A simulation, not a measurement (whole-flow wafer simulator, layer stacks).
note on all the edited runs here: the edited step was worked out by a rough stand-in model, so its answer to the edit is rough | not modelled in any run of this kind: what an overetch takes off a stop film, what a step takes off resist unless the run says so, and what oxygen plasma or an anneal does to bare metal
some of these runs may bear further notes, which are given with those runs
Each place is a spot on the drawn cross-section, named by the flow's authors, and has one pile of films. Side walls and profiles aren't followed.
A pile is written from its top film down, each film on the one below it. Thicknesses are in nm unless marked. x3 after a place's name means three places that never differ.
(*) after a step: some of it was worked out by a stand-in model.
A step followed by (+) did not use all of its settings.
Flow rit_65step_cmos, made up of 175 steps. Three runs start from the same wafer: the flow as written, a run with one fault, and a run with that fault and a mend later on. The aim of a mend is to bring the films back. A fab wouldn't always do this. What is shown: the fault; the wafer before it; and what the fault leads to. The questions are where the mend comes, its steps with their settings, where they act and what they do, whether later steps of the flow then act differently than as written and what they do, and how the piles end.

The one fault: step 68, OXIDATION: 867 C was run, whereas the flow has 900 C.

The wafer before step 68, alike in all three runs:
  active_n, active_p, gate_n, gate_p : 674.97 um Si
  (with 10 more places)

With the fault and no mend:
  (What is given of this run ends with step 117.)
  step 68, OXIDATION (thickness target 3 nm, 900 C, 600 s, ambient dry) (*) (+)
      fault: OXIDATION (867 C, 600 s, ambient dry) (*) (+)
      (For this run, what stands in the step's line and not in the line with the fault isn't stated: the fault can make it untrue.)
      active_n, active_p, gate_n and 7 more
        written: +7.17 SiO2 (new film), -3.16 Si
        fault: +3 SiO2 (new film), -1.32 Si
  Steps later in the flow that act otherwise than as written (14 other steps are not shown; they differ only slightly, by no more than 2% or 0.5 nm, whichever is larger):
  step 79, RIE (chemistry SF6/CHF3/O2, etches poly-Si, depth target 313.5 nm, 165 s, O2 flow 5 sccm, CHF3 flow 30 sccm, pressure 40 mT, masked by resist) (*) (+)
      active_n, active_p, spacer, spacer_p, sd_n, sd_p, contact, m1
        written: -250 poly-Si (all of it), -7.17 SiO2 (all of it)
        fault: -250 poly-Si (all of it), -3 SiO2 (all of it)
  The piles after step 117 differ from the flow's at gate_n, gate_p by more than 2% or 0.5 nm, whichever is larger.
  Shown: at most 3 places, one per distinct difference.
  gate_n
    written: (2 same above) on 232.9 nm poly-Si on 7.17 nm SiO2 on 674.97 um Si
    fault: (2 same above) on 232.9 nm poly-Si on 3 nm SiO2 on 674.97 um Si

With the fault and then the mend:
  After step 69 comes the mend.
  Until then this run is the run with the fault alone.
  step 69a, OXIDATION (900 C, 488.4 s, ambient dry) (*) (+) (the flow's step 68 again, with other settings)
      active_n, active_p, gate_n and 7 more
        +4 SiO2, -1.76 Si
  Every later step of the flow that is run acts as written, at every place that is followed, to within 2% or 0.5 nm, whichever is larger.
  At the end the piles are close to the flow's at the places that both follow, differing by at most 2% or 0.5 nm, whichever is larger.
